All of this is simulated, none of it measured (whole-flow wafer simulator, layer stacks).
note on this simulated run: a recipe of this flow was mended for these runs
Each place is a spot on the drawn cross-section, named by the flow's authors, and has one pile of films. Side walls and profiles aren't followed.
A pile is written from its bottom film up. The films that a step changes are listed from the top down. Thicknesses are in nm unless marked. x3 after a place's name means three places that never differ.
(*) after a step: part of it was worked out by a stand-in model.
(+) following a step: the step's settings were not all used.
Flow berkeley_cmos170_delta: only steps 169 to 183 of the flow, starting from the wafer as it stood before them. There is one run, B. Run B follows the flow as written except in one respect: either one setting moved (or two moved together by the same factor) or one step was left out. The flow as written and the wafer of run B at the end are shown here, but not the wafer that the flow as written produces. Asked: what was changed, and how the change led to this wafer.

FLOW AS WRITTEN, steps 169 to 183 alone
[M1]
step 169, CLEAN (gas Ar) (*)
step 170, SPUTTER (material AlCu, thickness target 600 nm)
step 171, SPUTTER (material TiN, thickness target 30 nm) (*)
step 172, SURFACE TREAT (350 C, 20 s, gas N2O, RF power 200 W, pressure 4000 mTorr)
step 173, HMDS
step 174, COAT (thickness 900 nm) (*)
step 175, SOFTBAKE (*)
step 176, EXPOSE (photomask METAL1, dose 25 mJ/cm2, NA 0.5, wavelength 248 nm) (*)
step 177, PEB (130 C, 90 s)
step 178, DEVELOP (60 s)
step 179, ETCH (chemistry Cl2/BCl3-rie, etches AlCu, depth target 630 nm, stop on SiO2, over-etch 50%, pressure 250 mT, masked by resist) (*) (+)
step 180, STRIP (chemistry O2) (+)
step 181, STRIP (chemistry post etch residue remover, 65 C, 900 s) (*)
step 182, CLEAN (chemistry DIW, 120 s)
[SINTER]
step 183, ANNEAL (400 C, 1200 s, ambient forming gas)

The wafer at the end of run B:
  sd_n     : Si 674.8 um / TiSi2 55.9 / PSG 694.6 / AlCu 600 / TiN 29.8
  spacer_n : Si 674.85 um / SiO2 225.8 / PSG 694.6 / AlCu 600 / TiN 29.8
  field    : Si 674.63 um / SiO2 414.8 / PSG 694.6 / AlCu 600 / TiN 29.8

Cause: step 179, ETCH: chemistry Cl2/BCl3-rie, etches AlCu, depth target 630 nm, stop on SiO2, over-etch 50%, pressure 250 mT, masked by resist (*) (+), was omitted.

The path from the change to this, step by step:
  step 180, STRIP (chemistry O2) (+)
      contact: -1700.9 KrF-resist (all of it) (in the flow as written it would be: -1228.4 KrF-resist (all of it))
      m1: -908.9 KrF-resist (all of it) (in the flow as written it would be: -436.4 KrF-resist (all of it))
Taking metal films that touch as one body, sd_n has 1 body; the flow as written gives 0 bodies.
Taking metal films that touch as one body, spacer_n has 1 body; the flow as written gives 0 bodies.
Taking metal films that touch as one body, field has 1 body; the flow as written gives 0 bodies.
